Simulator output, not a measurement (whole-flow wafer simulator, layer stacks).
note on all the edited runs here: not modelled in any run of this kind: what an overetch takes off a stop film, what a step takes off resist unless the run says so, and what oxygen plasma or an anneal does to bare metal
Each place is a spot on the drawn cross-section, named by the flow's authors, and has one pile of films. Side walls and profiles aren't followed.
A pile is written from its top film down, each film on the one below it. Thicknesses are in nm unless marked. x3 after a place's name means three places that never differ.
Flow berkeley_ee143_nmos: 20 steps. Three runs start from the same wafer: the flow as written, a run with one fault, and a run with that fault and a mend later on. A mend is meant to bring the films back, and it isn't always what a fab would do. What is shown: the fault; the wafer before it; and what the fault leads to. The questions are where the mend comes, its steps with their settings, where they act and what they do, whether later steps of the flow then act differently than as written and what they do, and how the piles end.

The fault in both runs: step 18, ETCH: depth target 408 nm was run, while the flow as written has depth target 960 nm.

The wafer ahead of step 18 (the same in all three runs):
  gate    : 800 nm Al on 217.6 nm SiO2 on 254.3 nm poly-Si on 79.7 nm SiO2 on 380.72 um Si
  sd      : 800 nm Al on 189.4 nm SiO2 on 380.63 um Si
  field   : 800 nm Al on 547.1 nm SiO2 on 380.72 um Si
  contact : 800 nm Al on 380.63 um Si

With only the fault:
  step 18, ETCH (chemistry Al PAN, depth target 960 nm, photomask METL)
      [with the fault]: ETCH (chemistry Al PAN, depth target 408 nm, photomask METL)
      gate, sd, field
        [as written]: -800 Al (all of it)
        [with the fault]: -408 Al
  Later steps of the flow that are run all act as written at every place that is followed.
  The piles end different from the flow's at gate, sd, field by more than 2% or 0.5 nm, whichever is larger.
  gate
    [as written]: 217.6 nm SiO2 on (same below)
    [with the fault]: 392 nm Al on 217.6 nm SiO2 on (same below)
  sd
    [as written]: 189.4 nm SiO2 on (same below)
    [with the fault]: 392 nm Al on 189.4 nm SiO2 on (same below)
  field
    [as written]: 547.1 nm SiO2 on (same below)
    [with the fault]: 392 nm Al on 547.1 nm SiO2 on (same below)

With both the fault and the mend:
  The mend follows step 18.
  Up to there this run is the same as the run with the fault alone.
  step 18a, ETCH (chemistry Al PAN, depth target 552 nm, photomask METL) (a further turn of the flow's step 18, with different settings)
      gate, sd, field
        -392 Al (all of it)
  Later steps of the flow that are run all act as written at every place that is followed.
  By the end, the piles equal the flow's at every place that both follow.
